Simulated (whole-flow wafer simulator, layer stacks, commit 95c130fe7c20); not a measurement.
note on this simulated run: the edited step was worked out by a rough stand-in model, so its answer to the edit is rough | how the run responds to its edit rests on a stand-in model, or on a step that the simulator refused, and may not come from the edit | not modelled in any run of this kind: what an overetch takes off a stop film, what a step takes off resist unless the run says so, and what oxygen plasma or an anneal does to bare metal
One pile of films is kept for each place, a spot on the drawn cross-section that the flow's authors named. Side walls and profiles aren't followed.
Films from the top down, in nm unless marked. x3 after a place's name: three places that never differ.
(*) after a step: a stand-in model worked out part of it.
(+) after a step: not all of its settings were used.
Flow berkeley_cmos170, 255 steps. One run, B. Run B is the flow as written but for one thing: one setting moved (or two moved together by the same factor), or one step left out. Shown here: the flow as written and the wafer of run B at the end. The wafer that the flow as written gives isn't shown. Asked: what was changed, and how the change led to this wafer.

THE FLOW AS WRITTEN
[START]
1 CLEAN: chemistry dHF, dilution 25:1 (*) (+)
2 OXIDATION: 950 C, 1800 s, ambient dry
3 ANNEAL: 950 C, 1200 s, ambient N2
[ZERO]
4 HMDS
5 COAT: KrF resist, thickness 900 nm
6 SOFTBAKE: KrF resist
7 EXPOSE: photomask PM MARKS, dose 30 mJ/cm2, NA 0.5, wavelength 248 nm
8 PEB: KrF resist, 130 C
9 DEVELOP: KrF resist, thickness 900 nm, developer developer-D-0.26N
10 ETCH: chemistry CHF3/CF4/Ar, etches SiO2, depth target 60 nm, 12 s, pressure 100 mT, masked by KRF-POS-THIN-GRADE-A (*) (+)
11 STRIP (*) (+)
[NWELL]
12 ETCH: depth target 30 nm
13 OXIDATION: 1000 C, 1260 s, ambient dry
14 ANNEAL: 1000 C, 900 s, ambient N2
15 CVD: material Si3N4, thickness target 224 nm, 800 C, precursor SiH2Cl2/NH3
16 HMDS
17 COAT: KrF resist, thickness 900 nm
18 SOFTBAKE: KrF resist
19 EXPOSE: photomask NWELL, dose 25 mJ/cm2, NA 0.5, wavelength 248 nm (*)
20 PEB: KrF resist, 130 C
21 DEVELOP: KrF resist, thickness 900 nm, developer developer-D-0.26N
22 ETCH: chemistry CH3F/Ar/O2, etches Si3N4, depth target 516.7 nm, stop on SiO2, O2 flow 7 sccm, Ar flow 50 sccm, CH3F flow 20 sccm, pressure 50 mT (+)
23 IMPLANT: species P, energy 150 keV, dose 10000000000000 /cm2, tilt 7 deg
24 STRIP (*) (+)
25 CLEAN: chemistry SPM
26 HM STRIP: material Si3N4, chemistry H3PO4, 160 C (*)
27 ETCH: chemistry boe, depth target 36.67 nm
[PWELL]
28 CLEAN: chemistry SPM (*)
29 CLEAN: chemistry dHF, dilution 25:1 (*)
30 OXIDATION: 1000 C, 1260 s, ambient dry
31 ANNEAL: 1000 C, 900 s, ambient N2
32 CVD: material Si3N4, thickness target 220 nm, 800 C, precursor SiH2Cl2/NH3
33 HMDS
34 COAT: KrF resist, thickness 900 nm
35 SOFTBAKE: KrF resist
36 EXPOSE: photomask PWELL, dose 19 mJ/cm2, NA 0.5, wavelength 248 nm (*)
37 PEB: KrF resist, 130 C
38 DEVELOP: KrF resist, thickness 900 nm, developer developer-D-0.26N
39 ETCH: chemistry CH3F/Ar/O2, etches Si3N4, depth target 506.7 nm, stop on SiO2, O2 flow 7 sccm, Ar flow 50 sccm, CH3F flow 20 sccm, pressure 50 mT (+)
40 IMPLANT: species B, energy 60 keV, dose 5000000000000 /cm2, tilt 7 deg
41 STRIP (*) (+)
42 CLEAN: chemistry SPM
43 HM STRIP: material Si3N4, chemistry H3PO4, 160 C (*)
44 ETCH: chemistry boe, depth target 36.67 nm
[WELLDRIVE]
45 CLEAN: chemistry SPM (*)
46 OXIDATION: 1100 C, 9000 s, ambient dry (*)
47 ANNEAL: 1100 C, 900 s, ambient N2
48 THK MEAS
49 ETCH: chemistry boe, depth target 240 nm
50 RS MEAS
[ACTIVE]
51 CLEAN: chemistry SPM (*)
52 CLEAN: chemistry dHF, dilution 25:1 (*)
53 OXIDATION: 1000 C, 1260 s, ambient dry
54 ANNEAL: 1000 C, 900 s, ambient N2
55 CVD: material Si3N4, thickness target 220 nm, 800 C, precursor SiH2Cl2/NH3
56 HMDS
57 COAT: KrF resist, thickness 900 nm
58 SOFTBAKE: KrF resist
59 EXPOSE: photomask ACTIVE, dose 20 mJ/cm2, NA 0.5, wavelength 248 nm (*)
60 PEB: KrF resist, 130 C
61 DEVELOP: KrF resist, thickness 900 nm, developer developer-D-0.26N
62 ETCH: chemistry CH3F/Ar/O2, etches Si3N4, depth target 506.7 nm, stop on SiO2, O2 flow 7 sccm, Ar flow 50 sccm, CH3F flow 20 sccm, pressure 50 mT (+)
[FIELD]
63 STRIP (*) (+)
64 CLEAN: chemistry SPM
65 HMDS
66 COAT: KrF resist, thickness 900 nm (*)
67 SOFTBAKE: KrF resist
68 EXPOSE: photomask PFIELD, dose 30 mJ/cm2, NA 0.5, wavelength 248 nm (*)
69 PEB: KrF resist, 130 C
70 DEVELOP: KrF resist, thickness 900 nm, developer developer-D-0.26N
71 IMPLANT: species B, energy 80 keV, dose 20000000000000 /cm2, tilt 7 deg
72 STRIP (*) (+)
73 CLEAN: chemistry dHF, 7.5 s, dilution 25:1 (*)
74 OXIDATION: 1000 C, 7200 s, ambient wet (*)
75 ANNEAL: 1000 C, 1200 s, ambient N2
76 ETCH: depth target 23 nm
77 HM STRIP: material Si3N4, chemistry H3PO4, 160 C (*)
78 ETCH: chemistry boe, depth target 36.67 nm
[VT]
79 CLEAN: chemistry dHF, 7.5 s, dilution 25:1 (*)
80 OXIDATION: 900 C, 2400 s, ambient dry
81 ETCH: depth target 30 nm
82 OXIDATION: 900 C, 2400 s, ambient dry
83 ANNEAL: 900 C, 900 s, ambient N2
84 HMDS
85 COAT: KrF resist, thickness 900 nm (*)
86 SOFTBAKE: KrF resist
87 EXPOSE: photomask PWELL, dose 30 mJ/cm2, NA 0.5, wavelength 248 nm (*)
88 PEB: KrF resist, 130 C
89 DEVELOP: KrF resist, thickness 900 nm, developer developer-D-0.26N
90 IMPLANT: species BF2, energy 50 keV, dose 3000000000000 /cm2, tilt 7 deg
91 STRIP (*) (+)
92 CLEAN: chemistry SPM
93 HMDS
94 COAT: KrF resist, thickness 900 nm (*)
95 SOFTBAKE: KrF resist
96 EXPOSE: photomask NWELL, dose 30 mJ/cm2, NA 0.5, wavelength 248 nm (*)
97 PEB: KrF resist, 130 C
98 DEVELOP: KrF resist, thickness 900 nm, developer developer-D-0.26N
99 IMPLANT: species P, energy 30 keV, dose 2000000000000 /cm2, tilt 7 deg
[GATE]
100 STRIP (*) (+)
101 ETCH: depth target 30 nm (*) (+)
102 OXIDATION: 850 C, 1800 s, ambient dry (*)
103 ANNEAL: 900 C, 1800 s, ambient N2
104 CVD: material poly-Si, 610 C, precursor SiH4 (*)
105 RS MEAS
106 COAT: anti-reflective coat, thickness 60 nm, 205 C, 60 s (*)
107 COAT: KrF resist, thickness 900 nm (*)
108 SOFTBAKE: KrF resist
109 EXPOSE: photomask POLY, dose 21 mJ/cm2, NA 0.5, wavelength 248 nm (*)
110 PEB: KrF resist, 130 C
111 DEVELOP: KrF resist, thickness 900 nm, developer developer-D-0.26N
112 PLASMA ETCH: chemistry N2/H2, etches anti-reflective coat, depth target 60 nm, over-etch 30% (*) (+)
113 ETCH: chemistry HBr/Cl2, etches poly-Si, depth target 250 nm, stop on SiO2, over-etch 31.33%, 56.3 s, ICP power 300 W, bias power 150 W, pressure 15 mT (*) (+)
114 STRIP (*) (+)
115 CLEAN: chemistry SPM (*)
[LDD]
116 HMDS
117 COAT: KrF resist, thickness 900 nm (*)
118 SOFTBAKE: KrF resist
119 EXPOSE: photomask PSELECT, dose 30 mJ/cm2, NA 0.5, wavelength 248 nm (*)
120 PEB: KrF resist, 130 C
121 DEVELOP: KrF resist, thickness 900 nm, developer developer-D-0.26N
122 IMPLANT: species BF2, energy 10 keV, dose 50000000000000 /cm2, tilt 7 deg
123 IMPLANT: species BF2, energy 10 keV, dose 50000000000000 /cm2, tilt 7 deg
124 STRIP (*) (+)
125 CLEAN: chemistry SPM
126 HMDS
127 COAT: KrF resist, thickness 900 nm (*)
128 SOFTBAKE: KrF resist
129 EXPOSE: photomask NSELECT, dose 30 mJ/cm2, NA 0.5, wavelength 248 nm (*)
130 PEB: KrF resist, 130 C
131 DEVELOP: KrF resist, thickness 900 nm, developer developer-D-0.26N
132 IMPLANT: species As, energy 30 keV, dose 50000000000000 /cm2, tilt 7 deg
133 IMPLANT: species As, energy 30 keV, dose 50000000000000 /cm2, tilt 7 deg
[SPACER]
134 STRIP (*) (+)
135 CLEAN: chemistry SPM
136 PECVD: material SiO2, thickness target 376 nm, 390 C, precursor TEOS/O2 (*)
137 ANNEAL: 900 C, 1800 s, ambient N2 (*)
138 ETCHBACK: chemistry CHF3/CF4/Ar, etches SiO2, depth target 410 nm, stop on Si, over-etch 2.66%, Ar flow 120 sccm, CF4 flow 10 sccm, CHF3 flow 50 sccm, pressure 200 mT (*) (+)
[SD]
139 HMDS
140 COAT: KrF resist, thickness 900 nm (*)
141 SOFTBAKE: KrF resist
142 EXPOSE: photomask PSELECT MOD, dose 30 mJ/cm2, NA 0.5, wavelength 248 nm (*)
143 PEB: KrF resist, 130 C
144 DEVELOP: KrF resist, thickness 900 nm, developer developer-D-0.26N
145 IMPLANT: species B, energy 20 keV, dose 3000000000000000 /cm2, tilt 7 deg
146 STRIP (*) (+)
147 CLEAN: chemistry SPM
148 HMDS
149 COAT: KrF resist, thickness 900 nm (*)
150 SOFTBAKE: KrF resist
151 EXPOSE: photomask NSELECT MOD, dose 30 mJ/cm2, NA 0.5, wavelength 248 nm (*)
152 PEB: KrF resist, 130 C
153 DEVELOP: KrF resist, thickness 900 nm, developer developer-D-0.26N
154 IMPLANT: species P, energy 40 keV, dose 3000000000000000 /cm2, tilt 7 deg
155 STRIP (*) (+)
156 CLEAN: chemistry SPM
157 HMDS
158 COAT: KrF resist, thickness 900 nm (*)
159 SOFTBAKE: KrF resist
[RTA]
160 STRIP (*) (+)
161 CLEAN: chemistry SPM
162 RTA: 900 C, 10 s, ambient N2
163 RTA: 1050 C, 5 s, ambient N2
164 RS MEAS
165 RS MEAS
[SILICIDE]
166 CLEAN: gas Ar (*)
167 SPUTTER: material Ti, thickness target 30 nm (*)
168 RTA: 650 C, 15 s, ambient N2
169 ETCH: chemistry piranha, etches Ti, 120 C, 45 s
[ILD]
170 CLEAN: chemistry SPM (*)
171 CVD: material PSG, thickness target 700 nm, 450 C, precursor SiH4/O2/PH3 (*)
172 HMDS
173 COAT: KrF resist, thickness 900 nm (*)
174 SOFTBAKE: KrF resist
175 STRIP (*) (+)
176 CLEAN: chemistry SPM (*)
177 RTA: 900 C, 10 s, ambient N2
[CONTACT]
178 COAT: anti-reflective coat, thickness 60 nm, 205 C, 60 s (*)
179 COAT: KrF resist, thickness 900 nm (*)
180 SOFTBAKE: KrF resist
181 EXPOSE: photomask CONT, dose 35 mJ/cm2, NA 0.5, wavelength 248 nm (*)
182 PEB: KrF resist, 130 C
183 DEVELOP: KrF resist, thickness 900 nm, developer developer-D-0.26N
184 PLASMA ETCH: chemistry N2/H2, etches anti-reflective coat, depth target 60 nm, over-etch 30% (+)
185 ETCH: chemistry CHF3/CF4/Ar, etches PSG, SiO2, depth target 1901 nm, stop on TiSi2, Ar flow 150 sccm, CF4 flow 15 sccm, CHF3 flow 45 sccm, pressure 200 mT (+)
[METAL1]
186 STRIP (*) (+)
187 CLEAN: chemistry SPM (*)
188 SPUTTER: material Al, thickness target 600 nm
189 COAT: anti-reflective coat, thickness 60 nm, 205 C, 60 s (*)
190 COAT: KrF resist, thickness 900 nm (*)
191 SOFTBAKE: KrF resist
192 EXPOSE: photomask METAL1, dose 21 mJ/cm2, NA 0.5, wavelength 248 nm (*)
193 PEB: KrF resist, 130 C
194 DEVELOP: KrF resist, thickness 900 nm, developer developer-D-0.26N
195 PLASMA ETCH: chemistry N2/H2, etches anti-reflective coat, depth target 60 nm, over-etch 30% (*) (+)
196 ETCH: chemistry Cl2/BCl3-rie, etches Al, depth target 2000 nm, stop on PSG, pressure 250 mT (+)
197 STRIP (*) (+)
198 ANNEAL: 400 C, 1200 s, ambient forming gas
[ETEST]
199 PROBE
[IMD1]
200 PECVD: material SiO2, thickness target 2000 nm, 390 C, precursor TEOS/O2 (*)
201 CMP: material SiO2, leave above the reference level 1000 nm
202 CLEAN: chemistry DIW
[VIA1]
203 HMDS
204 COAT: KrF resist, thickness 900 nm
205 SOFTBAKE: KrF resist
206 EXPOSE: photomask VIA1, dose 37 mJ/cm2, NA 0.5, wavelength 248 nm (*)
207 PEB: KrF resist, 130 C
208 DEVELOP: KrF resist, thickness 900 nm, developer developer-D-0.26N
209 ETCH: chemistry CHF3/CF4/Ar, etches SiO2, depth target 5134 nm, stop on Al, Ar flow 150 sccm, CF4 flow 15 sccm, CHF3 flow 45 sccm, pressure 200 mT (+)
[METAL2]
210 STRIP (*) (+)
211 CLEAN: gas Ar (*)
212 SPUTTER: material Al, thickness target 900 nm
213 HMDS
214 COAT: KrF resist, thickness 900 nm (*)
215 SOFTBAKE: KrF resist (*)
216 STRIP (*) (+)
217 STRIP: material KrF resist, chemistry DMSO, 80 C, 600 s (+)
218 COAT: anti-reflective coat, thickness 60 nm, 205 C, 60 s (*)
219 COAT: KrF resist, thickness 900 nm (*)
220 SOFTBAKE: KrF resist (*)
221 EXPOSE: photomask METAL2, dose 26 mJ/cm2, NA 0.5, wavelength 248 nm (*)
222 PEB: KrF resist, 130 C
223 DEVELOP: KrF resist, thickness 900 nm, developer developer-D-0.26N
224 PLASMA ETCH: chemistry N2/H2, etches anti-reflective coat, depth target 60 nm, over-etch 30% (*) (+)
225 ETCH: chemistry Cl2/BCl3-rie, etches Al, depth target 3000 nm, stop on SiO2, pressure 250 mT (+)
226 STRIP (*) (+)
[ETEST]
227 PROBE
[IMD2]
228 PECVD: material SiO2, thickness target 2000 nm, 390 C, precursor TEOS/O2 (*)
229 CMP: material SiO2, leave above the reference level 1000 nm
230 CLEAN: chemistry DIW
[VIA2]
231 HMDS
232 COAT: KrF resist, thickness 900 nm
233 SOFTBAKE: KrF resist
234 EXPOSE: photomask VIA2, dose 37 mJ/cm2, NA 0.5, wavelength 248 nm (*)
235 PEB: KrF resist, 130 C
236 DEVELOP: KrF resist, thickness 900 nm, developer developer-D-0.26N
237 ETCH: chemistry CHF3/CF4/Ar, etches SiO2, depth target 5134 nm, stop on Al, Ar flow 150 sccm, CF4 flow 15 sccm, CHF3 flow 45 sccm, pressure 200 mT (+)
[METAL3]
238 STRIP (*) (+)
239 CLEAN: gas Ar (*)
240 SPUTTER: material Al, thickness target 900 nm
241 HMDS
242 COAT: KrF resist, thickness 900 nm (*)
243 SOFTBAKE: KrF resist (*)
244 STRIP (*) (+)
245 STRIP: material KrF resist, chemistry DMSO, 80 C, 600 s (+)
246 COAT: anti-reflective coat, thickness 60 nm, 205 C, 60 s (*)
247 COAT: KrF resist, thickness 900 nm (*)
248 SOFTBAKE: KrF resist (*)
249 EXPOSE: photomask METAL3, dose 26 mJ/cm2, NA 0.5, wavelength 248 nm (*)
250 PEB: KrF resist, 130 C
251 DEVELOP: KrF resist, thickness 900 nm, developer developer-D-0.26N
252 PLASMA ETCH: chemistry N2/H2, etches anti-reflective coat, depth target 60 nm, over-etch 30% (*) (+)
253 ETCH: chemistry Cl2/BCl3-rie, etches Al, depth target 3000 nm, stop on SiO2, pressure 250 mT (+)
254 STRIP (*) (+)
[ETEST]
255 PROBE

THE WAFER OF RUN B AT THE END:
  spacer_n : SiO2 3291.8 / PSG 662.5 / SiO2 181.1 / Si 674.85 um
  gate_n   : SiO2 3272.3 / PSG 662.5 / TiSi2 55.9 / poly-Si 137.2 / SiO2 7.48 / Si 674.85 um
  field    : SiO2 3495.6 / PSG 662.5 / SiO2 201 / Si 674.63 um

The cause: step 136, PECVD: thickness target 188 nm was run, where the flow has thickness target 376 nm.

How the change led to this, step by step:
  136 PECVD: material SiO2, thickness target 376 nm, 390 C, precursor TEOS/O2 (*)
      field, sd_n, spacer_n and 7 more: SiO2 +188 (as written it would be: SiO2 +376)
      gate_n, gate_p: SiO2 +188 (new film) (as written it would be: SiO2 +376 (new film))
  137 ANNEAL: 900 C, 1800 s, ambient N2 (*)
      field, sd_n, spacer_n and 9 more: SiO2 -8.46 (as written it would be: SiO2 -16.9)
  138 ETCHBACK: chemistry CHF3/CF4/Ar, etches SiO2, depth target 410 nm, stop on Si, over-etch 2.66%, Ar flow 120 sccm, CF4 flow 10 sccm, CHF3 flow 50 sccm, pressure 200 mT (*) (+)
      spacer_n, spacer_p: nothing (as written it would be: SiO2 -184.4)
      sd_n, sd_p, contact, m1, via1, m2, via2: SiO2 -186.4 (all of it) (as written it would be: SiO2 -366 (all of it))
      (and at 2 more places)
  140 COAT: KrF resist, thickness 900 nm (*)
      field: KrF resist +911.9 (new film) (as written it would be: KrF resist +866.5 (new film))
      sd_n: KrF resist +894.4 (new film) (as written it would be: KrF resist +985.6 (new film))
      (and at 10 more places)
  144 DEVELOP: KrF resist, thickness 900 nm, developer developer-D-0.26N
      sd_p: KrF resist -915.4 (all of it) (as written it would be: KrF resist -990.7 (all of it))
      spacer_p: KrF resist -752.5 (all of it) (as written it would be: KrF resist -817.6 (all of it))
      (and at 1 more place)
  146 STRIP (*) (+)
      field: KrF resist -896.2 (all of it) (as written it would be: KrF resist -850.9 (all of it))
      sd_n: chemical SiO2 +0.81 (new film), KrF resist -878.8 (all of it), Si -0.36 (as written it would be: chemical SiO2 +0.83 (new film), KrF resist -969.8 (all of it), Si -0.36)
      (and at 7 more places)
  149 COAT: KrF resist, thickness 900 nm (*)
      field: KrF resist +912 (new film) (as written it would be: KrF resist +866.5 (new film))
      sd_n: KrF resist +894.2 (new film) (as written it would be: KrF resist +985.1 (new film))
      (and at 10 more places)
  153 DEVELOP: KrF resist, thickness 900 nm, developer developer-D-0.26N
      sd_n: KrF resist -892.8 (all of it) (as written it would be: KrF resist -983.5 (all of it))
      spacer_n: KrF resist -752.1 (all of it) (as written it would be: KrF resist -824.6 (all of it))
      (and at 2 more places)
  155 STRIP (*) (+)
      field: KrF resist -896.3 (all of it) (as written it would be: KrF resist -850.9 (all of it))
      sd_p: KrF resist -900.8 (all of it), chemical SiO2 +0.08 (as written it would be: KrF resist -976.3 (all of it), chemical SiO2 +0.08)
      (and at 6 more places)
  158 COAT: KrF resist, thickness 900 nm (*)
      field: KrF resist +912.1 (new film) (as written it would be: KrF resist +866.6 (new film))
      sd_n: KrF resist +894.1 (new film) (as written it would be: KrF resist +984.8 (new film))
      (and at 10 more places)
  160 STRIP (*) (+)
      gate_n: KrF resist -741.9 (all of it), chemical SiO2 +0.07, poly-Si -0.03 (as written it would be: KrF resist -792.3 (all of it), chemical SiO2 +0.07)
      gate_p: KrF resist -742.4 (all of it), chemical SiO2 +0.07, poly-Si -0.03 (as written it would be: KrF resist -785.9 (all of it), chemical SiO2 +0.07)
      (and at 10 more places)
  173 COAT: KrF resist, thickness 900 nm (*)
      field: KrF resist +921 (new film) (as written it would be: KrF resist +879.5 (new film))
      sd_p: KrF resist +921.9 (new film) (as written it would be: KrF resist +1001.7 (new film))
      (and at 7 more places)
  175 STRIP (*) (+)
      field: KrF resist -921 (all of it) (as written it would be: KrF resist -879.5 (all of it))
      sd_p: KrF resist -921.9 (all of it) (as written it would be: KrF resist -1001.7 (all of it))
      (and at 7 more places)
  178 COAT: anti-reflective coat, thickness 60 nm, 205 C, 60 s (*)
      field: anti-reflective coat +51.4 (new film) (as written it would be: anti-reflective coat +38.6 (new film))
      sd_n: anti-reflective coat +51.4 (new film) (as written it would be: anti-reflective coat +135.1 (new film))
      (and at 10 more places)
  179 COAT: KrF resist, thickness 900 nm (*)
      field: KrF resist +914 (new film) (as written it would be: KrF resist +886 (new film))
      spacer_n: KrF resist +773.3 (new film) (as written it would be: KrF resist +861.2 (new film))
      (and at 9 more places)
  183 DEVELOP: KrF resist, thickness 900 nm, developer developer-D-0.26N
      contact: KrF resist -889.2 (all of it) (as written it would be: KrF resist -943.2 (all of it))
  ... 9 more steps ...
  201 CMP: material SiO2, leave above the reference level 1000 nm
      gate_n, gate_p: SiO2 -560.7 (as written it would be: SiO2 -577.1)
      field: SiO2 -337.4 (as written it would be: SiO2 -517)
      (and at 1 more place)
